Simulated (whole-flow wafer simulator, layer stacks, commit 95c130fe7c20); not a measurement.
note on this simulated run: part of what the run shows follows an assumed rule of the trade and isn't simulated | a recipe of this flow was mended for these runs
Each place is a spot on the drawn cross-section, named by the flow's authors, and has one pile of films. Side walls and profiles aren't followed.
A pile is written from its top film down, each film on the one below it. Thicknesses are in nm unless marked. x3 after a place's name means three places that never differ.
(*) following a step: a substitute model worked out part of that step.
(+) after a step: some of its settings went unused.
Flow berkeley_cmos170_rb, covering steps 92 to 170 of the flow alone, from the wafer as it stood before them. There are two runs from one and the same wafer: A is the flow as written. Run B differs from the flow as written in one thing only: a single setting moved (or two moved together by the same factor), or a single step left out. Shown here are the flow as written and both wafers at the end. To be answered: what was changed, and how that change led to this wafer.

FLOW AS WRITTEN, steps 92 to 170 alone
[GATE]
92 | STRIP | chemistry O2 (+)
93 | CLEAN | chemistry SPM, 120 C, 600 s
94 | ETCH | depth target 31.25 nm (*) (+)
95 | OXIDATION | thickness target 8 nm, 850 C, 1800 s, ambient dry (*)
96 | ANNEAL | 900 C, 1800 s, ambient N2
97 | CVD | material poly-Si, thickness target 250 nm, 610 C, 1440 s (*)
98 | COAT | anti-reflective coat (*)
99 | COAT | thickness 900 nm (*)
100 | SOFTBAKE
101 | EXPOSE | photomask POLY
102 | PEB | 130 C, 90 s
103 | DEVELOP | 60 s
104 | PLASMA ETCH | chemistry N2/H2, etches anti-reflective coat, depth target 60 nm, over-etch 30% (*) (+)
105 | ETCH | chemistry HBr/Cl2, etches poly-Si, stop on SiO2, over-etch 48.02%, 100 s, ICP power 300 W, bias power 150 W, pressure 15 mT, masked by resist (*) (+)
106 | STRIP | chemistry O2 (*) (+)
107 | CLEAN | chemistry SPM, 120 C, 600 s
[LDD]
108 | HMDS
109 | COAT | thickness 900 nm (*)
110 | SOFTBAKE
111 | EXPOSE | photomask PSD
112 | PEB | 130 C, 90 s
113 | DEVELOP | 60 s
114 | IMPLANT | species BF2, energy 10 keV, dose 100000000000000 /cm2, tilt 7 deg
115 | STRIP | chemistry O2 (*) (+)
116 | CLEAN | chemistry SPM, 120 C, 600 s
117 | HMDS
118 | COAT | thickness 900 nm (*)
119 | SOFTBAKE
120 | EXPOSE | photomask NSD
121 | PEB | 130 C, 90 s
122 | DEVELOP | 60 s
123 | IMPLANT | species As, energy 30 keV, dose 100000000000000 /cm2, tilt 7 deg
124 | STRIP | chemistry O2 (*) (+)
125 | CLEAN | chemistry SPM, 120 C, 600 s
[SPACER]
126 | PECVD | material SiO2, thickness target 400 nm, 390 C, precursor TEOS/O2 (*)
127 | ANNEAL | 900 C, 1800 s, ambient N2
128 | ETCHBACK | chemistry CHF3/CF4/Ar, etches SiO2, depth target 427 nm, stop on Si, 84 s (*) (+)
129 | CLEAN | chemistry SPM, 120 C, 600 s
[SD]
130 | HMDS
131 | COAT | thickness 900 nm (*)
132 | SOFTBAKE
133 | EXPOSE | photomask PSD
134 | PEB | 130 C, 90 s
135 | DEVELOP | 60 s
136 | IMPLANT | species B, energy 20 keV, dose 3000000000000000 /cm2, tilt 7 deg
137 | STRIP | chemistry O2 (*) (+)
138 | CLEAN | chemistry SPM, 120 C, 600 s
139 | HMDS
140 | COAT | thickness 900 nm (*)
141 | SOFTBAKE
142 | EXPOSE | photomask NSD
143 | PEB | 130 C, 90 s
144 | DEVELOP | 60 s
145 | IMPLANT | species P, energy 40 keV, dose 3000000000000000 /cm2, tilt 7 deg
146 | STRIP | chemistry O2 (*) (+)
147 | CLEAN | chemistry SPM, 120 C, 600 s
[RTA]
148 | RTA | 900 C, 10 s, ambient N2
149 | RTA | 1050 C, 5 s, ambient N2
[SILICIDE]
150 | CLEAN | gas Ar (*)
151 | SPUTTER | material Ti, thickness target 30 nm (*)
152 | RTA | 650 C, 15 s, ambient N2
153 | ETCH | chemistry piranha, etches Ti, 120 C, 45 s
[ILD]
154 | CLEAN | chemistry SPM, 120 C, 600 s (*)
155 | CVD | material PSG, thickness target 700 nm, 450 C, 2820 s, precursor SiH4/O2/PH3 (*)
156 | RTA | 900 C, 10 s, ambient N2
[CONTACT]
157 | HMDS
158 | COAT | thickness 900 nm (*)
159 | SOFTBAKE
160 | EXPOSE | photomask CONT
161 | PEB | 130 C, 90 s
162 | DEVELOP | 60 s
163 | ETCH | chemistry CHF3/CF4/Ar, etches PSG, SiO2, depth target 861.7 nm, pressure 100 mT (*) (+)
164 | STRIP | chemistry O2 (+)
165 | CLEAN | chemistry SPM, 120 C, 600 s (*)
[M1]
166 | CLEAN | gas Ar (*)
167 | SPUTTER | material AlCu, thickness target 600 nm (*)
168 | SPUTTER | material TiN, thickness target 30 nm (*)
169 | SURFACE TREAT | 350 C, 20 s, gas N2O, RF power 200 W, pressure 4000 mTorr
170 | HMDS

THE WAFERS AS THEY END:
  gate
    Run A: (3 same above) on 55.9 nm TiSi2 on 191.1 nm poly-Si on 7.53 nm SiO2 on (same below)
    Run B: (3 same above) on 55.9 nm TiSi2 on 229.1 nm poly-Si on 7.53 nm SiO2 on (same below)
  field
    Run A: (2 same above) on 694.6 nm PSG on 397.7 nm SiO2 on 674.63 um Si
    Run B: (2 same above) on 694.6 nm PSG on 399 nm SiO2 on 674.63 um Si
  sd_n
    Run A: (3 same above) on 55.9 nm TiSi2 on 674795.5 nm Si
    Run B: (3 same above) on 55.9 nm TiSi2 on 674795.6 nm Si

What caused this: step 97, CVD: thickness target 288 nm was run, while the flow as written has thickness target 250 nm; step 97, CVD: 1656 s was run, where the flow has 1440 s.

Step by step, how the change led to this:
  97 | CVD | material poly-Si, thickness target 250 nm, 610 C, 1440 s (*)
      field, sd_n, spacer_n and 6 more: A poly-Si gains 250 (new film) | B poly-Si gains 288 (new film)
  105 | ETCH | chemistry HBr/Cl2, etches poly-Si, stop on SiO2, over-etch 48.02%, 100 s, ICP power 300 W, bias power 150 W, pressure 15 mT, masked by resist (*) (+)
      spacer_n, spacer_p: A poly-Si loses 248.5 (all of it), SiO2 loses 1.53 | B poly-Si loses 286.5 (all of it), SiO2 loses 0.49
      field: A poly-Si loses 245 (all of it), SiO2 loses 1.8 | B poly-Si loses 283 (all of it), SiO2 loses 0.51
      (and at 4 other places as well)
  109 | COAT | thickness 900 nm (*)
      gate: A KrF-resist gains 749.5 (new film) | B KrF-resist gains 717 (new film)
      gate_p: A KrF-resist gains 745.7 (new film) | B KrF-resist gains 713.2 (new film)
  113 | DEVELOP | 60 s
      gate_p: A KrF-resist loses 744.1 (all of it) | B KrF-resist loses 711.7 (all of it)
  115 | STRIP | chemistry O2 (*) (+)
      gate: A KrF-resist loses 733 (all of it), chemical SiO2 gains 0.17 | B KrF-resist loses 700.6 (all of it), chemical SiO2 gains 0.17
  118 | COAT | thickness 900 nm (*)
      gate: A KrF-resist gains 748.7 (new film) | B KrF-resist gains 717 (new film)
      gate_p: A KrF-resist gains 744.7 (new film) | B KrF-resist gains 713.1 (new film)
  122 | DEVELOP | 60 s
      gate: A KrF-resist loses 747.1 (all of it) | B KrF-resist loses 715.5 (all of it)
  124 | STRIP | chemistry O2 (*) (+)
      gate_p: A KrF-resist loses 728.2 (all of it), chemical SiO2 gains 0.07 | B KrF-resist loses 696.6 (all of it), chemical SiO2 gains 0.07
  128 | ETCHBACK | chemistry CHF3/CF4/Ar, etches SiO2, depth target 427 nm, stop on Si, 84 s (*) (+)
      spacer_n: A SiO2 loses 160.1 | B SiO2 loses 123.2
      spacer_p: A SiO2 loses 160.1 | B SiO2 loses 123.1
  131 | COAT | thickness 900 nm (*)
      spacer_n: A KrF-resist gains 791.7 (new film) | B KrF-resist gains 763.9 (new film)
      gate: A KrF-resist gains 770.7 (new film) | B KrF-resist gains 743.5 (new film)
      (and at 2 other places as well)
  135 | DEVELOP | 60 s
      spacer_p: A KrF-resist loses 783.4 (all of it) | B KrF-resist loses 755.7 (all of it)
      gate_p: A KrF-resist loses 762.3 (all of it) | B KrF-resist loses 735.2 (all of it)
  137 | STRIP | chemistry O2 (*) (+)
      spacer_n: A KrF-resist loses 775.1 (all of it) | B KrF-resist loses 747.3 (all of it)
      gate: A KrF-resist loses 754.1 (all of it), chemical SiO2 gains 0.17, poly-Si loses 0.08 | B KrF-resist loses 727 (all of it), chemical SiO2 gains 0.17, poly-Si loses 0.08
  140 | COAT | thickness 900 nm (*)
      spacer_n: A KrF-resist gains 791.4 (new film) | B KrF-resist gains 763.9 (new film)
      gate: A KrF-resist gains 770.4 (new film) | B KrF-resist gains 743.4 (new film)
      (and at 2 other places as well)
  144 | DEVELOP | 60 s
      spacer_n: A KrF-resist loses 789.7 (all of it) | B KrF-resist loses 762.3 (all of it)
      gate: A KrF-resist loses 768.7 (all of it) | B KrF-resist loses 741.8 (all of it)
  146 | STRIP | chemistry O2 (*) (+)
      spacer_p: A KrF-resist loses 768.5 (all of it) | B KrF-resist loses 740.9 (all of it)
      gate_p: A KrF-resist loses 747.2 (all of it), chemical SiO2 gains 0.07 | B KrF-resist loses 720.2 (all of it), chemical SiO2 gains 0.07
  158 | COAT | thickness 900 nm (*)
      spacer_n: A KrF-resist gains 830.5 (new film) | B KrF-resist gains 809.5 (new film)
      gate: A KrF-resist gains 810 (new film) | B KrF-resist gains 791.3 (new film)
      (and at 2 other places as well)
  164 | STRIP | chemistry O2 (+)
      spacer_n: A KrF-resist loses 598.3 (all of it) | B KrF-resist loses 577.4 (all of it)
      gate: A KrF-resist loses 577.9 (all of it) | B KrF-resist loses 559.3 (all of it)
      (and at 2 other places as well)
